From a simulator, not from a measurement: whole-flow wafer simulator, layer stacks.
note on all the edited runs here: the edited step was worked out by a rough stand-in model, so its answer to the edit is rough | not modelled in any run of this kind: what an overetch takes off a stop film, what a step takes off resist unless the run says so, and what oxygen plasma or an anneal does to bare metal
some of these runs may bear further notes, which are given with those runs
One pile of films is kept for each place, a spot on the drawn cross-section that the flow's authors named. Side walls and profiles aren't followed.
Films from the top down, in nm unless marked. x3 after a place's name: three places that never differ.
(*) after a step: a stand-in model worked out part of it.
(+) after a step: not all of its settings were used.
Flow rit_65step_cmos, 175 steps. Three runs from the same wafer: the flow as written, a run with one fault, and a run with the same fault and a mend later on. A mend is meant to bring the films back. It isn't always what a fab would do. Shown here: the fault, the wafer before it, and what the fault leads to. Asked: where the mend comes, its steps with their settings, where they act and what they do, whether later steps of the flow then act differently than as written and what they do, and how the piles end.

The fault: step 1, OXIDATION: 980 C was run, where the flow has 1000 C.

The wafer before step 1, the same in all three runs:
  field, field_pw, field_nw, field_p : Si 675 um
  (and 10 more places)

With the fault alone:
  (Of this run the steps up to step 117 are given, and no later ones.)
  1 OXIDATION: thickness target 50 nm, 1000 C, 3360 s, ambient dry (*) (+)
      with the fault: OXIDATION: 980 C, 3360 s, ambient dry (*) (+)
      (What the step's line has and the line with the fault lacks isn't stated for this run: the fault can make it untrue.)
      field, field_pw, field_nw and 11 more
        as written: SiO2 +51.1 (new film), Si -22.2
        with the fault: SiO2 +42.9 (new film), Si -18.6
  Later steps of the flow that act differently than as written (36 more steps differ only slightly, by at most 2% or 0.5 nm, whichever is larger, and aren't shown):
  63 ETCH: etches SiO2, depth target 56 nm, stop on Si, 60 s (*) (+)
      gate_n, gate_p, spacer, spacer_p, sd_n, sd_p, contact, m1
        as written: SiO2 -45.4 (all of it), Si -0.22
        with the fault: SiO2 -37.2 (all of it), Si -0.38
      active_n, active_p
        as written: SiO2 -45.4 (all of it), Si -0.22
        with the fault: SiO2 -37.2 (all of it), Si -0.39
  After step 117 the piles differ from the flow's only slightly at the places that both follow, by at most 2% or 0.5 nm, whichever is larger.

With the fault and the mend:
  The mend comes after step 2.
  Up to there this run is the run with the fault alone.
  2a ETCH: depth target 49 nm, 21.5 C, 55 s
      field, field_pw, field_nw and 11 more
        SiO2 -42.9 (all of it)
  2b CLEAN: chemistry SC2, 75 C, 600 s
      field, field_pw, field_nw and 11 more
        chemical SiO2 +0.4 (new film), Si -0.17
  2c OXIDATION: 1000 C, 3360 s, ambient dry (*) (the flow's step 1 once more, with other settings)
      field, field_pw, field_nw and 11 more
        SiO2 +51 (new film), chemical SiO2 -0.4 (all of it), Si -22.3
  Later steps of the flow that act differently than as written (18 more steps differ only slightly, by at most 2% or 0.5 nm, whichever is larger, and aren't shown):
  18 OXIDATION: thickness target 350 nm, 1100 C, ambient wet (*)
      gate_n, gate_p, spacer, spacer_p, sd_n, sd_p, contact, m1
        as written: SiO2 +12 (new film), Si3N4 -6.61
        with the mend: SiO2 +12 (new film), Si3N4 -6.61, SiO2 +0.03
  At the end the piles differ from the flow's only slightly at the places that both follow, by at most 2% or 0.5 nm, whichever is larger.
